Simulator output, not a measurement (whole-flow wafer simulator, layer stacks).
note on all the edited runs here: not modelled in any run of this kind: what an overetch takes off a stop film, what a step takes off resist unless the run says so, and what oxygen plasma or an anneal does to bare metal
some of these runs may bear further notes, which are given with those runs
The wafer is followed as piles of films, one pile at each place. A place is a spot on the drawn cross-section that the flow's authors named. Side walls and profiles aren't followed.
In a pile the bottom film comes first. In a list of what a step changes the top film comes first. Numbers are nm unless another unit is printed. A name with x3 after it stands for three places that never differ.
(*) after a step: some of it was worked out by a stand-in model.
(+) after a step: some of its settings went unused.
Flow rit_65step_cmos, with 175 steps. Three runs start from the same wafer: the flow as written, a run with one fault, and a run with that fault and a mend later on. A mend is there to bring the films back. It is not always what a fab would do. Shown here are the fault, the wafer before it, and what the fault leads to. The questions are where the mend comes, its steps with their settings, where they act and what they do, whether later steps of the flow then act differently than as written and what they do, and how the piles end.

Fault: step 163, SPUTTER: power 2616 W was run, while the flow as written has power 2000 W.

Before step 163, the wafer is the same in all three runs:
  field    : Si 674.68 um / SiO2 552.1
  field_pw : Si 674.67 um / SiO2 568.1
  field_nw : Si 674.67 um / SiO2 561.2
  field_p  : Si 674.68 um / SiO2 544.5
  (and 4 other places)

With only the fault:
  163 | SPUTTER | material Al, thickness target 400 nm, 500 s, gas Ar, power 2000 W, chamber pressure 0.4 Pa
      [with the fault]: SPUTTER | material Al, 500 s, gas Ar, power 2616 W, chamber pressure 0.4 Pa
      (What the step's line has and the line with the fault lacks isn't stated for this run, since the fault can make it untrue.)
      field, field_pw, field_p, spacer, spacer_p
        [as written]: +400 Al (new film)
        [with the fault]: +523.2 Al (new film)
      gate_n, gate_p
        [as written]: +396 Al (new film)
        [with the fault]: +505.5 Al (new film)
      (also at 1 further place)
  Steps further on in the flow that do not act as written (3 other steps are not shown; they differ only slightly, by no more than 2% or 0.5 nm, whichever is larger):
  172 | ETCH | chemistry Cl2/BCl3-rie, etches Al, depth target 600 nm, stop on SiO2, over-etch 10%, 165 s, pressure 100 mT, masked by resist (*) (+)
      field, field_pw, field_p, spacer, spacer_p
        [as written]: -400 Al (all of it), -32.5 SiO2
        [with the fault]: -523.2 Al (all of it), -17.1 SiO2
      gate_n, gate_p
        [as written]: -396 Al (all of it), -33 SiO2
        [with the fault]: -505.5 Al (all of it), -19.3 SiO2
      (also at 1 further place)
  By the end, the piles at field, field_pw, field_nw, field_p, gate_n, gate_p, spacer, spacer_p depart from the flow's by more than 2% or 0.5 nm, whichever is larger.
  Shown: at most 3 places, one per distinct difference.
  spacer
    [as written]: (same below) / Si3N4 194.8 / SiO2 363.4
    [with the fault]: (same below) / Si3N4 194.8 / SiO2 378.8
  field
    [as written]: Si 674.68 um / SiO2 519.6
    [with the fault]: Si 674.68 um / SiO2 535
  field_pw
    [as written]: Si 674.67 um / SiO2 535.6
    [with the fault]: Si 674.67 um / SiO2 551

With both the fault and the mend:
  After step 164 comes the mend.
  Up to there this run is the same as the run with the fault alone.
  164a | ETCH | chemistry al pan, depth target 599.4 nm
      field, field_pw, field_nw, field_p, spacer, spacer_p
        -523.2 Al (all of it)
      gate_n, gate_p
        -505.5 Al (all of it)
  164b | SPUTTER | material Al, thickness target 400 nm, 500 s, gas Ar, power 2000 W, chamber pressure 0.4 Pa (the flow's step 163 again)
      field, field_pw, field_p, spacer, spacer_p
        +400 Al (new film)
      gate_n, gate_p
        +396 Al (new film)
      field_nw
        +397.2 Al (new film)
  None of the later steps of the flow acts differently than as written at any place that is followed.
  By the end, the piles equal the flow's at every place that both follow.
